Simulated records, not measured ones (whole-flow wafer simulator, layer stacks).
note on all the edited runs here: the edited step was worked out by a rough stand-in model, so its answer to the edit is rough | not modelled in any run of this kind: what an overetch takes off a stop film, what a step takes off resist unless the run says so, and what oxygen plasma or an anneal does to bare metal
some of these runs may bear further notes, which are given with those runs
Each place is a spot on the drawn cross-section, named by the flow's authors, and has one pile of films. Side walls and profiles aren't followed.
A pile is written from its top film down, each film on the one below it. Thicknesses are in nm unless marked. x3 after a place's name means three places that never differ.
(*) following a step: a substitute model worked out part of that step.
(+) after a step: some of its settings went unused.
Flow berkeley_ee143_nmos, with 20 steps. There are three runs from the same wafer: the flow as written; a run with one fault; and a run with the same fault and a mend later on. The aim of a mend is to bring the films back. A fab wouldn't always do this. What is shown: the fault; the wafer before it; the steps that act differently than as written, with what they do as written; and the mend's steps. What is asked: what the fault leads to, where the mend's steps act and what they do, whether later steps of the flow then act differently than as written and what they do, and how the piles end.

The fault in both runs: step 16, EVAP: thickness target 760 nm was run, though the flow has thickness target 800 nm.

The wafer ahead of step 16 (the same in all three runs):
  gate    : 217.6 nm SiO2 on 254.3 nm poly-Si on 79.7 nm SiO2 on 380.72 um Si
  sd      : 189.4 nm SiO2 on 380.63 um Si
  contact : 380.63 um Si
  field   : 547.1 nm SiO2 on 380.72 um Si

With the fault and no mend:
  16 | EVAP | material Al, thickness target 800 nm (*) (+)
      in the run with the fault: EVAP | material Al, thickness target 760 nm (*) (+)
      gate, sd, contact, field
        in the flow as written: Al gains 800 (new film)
        in the run with the fault: Al gains 760 (new film)
  Steps later in the flow that act otherwise than as written:
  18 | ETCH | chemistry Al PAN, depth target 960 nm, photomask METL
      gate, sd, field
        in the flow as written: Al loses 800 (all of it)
        in the run with the fault: Al loses 760 (all of it)
  The piles end different from the flow's at contact by more than 2% or 0.5 nm, whichever is larger.
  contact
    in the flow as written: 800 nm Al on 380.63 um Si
    in the run with the fault: 760 nm Al on 380.63 um Si

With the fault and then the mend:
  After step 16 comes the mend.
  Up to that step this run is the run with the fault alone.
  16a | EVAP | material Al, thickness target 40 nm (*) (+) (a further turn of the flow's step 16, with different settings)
      gate, sd, contact, field
        Al gains 40
  Every later step of the flow that is run acts as written at every place that is followed.
  By the end, the piles equal the flow's at every place that both follow.
